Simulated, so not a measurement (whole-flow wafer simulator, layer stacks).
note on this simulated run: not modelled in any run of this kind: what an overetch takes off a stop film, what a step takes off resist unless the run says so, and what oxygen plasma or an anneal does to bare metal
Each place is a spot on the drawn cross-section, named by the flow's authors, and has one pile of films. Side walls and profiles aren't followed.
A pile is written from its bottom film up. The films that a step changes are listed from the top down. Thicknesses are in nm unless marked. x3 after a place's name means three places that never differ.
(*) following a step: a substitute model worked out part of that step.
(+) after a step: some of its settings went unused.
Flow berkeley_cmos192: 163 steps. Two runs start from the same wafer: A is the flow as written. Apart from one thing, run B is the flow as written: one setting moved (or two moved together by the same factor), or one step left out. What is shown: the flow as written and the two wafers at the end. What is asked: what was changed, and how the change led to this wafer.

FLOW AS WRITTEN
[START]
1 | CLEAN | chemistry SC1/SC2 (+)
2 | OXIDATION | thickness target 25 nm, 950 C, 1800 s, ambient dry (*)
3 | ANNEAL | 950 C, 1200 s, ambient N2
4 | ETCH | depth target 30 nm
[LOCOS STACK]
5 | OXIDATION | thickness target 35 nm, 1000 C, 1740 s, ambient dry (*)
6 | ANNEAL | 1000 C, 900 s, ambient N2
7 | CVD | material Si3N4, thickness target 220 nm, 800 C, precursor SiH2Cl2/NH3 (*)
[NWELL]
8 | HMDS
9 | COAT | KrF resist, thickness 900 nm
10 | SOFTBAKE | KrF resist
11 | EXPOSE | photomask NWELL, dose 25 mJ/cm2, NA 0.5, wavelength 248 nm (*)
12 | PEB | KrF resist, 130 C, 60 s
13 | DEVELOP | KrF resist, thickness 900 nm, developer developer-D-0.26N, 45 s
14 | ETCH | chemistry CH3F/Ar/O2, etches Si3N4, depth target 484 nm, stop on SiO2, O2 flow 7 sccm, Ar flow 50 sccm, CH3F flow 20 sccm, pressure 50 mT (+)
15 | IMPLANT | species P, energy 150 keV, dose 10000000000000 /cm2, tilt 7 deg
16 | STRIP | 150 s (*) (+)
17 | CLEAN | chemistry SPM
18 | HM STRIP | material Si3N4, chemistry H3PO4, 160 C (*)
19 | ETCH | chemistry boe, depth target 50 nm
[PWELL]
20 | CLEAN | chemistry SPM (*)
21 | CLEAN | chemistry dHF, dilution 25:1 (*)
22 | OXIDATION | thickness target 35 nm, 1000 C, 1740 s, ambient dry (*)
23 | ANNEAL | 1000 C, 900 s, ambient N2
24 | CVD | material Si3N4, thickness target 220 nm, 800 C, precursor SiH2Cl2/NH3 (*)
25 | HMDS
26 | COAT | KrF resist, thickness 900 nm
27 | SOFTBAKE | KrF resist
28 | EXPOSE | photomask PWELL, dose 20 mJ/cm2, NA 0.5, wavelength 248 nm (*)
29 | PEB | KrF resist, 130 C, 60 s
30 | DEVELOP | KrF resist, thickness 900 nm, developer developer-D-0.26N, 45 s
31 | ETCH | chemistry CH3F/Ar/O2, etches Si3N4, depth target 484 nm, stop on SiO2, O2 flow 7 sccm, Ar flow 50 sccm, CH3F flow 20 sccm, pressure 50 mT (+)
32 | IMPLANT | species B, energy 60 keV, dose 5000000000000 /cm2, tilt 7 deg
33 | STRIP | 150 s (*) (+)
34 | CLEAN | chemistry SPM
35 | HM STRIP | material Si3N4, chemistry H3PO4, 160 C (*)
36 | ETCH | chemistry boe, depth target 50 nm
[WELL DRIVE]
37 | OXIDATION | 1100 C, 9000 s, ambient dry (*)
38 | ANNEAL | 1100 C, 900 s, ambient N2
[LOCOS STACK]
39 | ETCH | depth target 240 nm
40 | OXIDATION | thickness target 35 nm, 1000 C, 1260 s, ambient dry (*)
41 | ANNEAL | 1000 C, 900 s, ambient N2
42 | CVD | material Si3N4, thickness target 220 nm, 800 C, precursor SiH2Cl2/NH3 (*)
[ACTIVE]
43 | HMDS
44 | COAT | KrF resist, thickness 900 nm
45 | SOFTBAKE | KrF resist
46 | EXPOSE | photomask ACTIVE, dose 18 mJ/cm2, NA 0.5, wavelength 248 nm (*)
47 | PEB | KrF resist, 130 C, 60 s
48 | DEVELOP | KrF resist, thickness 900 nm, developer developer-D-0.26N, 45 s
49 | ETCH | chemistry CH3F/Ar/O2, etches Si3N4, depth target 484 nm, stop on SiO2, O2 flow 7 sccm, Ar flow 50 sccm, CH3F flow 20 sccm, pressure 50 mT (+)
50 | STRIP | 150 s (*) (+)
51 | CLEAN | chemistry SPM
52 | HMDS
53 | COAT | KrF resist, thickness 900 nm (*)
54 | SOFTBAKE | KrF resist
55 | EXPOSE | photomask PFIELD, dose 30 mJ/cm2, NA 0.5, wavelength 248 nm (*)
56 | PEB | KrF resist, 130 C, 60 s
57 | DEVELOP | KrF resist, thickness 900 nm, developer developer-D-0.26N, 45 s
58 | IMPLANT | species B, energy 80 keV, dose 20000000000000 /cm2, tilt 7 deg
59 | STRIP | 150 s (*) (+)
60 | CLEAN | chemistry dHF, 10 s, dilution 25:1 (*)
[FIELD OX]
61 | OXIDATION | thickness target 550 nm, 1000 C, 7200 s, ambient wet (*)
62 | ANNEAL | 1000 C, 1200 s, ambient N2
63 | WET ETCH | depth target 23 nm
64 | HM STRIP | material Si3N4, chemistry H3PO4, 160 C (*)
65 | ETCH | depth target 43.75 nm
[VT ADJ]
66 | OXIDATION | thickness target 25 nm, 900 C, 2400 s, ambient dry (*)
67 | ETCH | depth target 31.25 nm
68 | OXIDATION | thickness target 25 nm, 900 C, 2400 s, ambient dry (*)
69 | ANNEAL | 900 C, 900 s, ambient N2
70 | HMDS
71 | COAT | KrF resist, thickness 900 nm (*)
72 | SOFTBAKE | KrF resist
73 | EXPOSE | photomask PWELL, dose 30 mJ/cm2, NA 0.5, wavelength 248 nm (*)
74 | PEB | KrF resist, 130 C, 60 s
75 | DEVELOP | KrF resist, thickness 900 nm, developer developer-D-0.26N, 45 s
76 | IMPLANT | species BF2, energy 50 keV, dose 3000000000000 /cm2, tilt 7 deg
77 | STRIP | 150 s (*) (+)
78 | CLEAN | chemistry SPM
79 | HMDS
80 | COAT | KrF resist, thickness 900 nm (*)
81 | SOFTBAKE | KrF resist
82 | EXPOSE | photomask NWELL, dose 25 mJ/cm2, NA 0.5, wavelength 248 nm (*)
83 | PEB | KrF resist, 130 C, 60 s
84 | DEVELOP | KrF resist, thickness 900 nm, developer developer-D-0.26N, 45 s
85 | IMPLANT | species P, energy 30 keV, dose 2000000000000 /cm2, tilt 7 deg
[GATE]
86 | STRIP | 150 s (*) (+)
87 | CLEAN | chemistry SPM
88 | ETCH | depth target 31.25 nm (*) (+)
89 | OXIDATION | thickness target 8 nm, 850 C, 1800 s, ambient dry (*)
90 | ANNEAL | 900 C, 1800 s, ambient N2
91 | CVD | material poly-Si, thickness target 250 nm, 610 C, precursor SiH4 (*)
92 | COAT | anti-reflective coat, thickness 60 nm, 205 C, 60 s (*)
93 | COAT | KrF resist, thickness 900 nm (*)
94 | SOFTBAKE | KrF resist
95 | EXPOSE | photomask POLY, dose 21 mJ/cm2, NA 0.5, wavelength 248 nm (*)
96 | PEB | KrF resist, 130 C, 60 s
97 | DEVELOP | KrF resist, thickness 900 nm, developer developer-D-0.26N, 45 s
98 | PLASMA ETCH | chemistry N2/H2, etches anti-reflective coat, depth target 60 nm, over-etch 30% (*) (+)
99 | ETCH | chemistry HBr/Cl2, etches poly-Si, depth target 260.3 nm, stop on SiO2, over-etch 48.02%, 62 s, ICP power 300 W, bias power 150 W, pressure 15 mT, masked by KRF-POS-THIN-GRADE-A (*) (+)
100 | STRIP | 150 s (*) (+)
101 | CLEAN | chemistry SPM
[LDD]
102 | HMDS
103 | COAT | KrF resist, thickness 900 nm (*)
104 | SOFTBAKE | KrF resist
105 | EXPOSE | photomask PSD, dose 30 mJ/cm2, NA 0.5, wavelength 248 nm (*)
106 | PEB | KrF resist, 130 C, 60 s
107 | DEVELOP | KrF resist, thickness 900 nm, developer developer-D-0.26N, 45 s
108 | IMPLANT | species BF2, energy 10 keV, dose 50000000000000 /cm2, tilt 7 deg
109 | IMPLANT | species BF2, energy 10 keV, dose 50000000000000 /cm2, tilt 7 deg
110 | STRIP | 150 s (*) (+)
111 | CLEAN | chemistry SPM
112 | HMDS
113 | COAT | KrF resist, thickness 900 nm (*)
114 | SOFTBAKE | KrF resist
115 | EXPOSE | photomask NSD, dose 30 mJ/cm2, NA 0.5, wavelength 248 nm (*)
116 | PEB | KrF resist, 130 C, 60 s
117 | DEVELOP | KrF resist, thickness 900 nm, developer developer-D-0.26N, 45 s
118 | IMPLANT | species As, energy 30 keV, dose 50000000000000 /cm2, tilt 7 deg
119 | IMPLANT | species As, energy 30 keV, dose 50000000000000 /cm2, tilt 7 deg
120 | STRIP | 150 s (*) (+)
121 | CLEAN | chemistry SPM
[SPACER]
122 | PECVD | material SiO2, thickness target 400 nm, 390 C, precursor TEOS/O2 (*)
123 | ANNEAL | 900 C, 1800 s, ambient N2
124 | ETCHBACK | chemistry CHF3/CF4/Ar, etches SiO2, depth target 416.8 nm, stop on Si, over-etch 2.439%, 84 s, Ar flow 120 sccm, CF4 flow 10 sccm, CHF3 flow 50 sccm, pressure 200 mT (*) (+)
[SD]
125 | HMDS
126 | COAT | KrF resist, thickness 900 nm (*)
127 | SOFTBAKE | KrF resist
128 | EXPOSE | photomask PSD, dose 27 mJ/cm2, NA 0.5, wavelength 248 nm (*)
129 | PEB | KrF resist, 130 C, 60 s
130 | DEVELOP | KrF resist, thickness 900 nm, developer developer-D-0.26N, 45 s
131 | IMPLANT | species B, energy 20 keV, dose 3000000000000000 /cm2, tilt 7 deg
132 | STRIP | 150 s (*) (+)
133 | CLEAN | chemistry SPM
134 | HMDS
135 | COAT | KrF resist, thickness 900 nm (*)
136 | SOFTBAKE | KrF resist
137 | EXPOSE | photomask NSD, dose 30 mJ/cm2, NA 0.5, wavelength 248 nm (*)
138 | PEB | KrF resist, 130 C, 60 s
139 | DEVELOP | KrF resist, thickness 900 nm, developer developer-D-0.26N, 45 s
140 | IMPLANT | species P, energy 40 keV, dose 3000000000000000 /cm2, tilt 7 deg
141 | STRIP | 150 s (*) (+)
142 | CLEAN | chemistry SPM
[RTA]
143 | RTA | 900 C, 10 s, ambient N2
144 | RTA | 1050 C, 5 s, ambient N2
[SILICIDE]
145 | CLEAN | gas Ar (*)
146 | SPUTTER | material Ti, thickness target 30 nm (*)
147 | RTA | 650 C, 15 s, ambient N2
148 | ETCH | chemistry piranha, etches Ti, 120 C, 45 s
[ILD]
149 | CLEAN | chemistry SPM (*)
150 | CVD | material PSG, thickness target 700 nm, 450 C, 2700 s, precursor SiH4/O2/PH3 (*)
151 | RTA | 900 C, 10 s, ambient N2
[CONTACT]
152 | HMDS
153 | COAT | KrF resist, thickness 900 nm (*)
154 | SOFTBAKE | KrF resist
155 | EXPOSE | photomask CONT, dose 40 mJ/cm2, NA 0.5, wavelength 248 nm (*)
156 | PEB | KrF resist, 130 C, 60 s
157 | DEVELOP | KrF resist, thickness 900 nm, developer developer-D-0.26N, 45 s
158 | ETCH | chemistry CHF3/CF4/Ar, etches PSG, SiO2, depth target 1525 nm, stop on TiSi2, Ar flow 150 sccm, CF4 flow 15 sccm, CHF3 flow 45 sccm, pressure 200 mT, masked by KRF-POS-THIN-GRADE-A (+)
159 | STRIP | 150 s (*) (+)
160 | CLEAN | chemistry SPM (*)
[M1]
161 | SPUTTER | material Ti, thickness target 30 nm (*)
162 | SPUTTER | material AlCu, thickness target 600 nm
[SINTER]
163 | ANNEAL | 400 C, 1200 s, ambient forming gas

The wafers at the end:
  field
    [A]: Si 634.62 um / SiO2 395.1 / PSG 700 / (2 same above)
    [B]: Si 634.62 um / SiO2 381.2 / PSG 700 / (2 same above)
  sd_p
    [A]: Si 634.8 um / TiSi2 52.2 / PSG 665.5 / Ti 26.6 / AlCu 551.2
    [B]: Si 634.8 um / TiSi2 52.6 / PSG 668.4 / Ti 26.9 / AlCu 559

The reason: step 63, WET ETCH: depth target 37 nm was run, while the flow as written has depth target 23 nm.

How this came from the change, step by step:
  63 | WET ETCH | depth target 23 nm
      field: A -23 SiO2 | B -37 SiO2
  92 | COAT | anti-reflective coat, thickness 60 nm, 205 C, 60 s (*)
      sd_n: A +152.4 anti-reflective coat (new film) | B +143.2 anti-reflective coat (new film)
      spacer_n: A +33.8 anti-reflective coat (new film) | B +37.5 anti-reflective coat (new film)
      (also at 6 further places)
  98 | PLASMA ETCH | chemistry N2/H2, etches anti-reflective coat, depth target 60 nm, over-etch 30% (*) (+)
      sd_n: A -152.4 anti-reflective coat (all of it), -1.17 poly-Si | B -143.2 anti-reflective coat (all of it), -1.1 poly-Si
      spacer_n: A -33.8 anti-reflective coat (all of it), -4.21 poly-Si | B -37.5 anti-reflective coat (all of it), -3.81 poly-Si
      (also at 4 further places)
  100 | STRIP | 150 s (*) (+)
      gate: A +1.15 chemical SiO2 (new film), -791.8 KrF resist (all of it), -30 anti-reflective coat (all of it), -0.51 poly-Si | B +1.15 chemical SiO2 (new film), -780.3 KrF resist (all of it), -33.9 anti-reflective coat (all of it), -0.51 poly-Si
      gate_p: A +1.15 chemical SiO2 (new film), -765.1 KrF resist (all of it), -31 anti-reflective coat (all of it), -0.51 poly-Si | B +1.15 chemical SiO2 (new film), -757.1 KrF resist (all of it), -34 anti-reflective coat (all of it), -0.51 poly-Si
